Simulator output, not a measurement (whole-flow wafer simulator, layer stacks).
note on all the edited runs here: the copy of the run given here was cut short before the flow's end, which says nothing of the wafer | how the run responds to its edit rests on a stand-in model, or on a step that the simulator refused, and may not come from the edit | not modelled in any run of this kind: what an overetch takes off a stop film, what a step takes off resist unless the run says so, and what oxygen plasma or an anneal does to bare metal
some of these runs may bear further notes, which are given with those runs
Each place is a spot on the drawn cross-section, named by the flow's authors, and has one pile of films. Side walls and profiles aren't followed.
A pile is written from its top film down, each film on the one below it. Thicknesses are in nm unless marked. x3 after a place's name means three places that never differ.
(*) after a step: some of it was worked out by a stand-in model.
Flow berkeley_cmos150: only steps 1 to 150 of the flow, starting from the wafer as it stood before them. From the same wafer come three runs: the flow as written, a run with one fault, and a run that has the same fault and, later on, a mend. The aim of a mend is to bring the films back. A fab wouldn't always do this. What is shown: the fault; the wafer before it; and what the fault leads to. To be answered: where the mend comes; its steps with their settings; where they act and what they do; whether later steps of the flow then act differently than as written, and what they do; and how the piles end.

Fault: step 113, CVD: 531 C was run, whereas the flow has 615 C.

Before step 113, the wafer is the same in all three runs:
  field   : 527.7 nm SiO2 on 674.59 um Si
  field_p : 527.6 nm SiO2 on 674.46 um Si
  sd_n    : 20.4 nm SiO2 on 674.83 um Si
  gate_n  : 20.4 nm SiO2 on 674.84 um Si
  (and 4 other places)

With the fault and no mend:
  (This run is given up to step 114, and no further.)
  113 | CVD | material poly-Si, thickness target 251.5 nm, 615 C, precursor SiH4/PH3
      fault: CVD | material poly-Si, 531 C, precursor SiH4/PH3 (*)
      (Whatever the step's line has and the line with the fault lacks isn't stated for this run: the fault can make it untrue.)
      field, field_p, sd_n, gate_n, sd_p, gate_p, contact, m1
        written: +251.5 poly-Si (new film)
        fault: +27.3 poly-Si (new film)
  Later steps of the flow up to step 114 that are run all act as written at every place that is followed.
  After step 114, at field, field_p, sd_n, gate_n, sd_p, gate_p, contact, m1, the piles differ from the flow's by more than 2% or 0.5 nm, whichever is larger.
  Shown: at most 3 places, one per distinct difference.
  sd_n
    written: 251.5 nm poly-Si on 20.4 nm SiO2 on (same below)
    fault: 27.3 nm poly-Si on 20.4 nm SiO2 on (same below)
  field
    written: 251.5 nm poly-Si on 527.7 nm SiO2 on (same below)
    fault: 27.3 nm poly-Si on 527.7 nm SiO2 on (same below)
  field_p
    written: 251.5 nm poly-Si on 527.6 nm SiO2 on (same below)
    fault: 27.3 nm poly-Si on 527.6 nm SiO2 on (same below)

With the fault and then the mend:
  The mend follows step 113.
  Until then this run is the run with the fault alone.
  113a | CVD | material poly-Si, thickness target 224.2 nm, 615 C, precursor SiH4/PH3 (*) (the flow's step 113 again, with other settings)
      field, field_p, sd_n, gate_n, sd_p, gate_p, contact, m1
        +224.2 poly-Si
  Later steps of the flow that are run all act as written at every place that is followed, up to a difference of at most 2% or 0.5 nm, whichever is larger.
  The piles end only slightly different from the flow's at the places that both follow, by no more than 2% or 0.5 nm, whichever is larger.
